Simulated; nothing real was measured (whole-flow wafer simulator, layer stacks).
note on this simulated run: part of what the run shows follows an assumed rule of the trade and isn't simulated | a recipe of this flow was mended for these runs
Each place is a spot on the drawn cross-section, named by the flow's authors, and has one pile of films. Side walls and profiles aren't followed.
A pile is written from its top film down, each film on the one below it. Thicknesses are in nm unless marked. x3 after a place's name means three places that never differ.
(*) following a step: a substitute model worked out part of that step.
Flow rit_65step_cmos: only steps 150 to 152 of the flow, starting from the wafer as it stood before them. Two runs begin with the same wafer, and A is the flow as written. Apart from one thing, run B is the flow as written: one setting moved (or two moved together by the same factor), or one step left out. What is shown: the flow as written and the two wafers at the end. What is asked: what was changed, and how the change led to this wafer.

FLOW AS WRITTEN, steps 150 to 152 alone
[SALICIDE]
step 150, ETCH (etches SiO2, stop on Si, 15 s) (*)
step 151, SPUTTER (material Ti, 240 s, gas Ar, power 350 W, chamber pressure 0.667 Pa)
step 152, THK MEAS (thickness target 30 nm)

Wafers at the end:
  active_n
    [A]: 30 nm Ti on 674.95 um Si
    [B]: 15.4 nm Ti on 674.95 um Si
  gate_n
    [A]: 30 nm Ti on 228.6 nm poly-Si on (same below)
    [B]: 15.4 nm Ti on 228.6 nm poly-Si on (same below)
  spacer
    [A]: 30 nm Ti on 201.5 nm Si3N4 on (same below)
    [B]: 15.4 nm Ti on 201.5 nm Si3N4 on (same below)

Cause: step 151, SPUTTER: 123 s was run, though the flow has 240 s.

Step by step, how the change led to this:
  step 151, SPUTTER (material Ti, 240 s, gas Ar, power 350 W, chamber pressure 0.667 Pa)
      field, field_pw, field_nw and 11 more: A Ti gains 30 (new film) | B Ti gains 15.4 (new film)
